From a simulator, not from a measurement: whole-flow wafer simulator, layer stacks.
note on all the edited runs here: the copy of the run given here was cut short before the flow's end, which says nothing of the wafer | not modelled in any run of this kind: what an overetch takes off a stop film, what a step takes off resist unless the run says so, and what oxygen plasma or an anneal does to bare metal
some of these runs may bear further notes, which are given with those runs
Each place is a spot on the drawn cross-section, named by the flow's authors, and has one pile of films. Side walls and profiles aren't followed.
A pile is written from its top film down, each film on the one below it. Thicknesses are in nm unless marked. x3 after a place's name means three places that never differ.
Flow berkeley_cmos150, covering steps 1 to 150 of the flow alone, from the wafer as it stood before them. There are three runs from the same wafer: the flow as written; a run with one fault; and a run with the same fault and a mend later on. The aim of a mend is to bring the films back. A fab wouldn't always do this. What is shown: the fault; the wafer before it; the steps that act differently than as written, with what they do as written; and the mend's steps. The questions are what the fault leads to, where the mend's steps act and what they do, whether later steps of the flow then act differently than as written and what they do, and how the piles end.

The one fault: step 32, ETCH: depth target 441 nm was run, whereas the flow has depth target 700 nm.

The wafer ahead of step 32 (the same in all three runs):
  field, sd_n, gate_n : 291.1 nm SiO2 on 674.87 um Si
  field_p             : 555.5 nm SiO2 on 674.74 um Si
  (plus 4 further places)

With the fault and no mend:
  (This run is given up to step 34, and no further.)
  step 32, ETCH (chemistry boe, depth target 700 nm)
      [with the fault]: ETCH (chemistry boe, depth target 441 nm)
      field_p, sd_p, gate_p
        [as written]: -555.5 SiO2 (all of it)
        [with the fault]: -441 SiO2
  Later steps of the flow acting differently than as written:
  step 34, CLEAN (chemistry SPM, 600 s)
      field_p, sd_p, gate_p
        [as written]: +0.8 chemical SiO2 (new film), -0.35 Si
        [with the fault]: nothing
  After step 34, at field_p, sd_p, gate_p, the piles differ from the flow's by more than 2% or 0.5 nm, whichever is larger.
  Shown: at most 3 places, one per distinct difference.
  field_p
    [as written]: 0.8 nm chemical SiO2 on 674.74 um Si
    [with the fault]: 114.5 nm SiO2 on 674.74 um Si

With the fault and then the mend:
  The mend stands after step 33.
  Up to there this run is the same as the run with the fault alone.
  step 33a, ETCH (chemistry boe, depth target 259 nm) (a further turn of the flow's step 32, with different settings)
      field_p, sd_p, gate_p
        -114.5 SiO2 (all of it)
  Every later step of the flow that is run acts as written at every place that is followed.
  At every place that both follow, the piles at the end match the flow's.
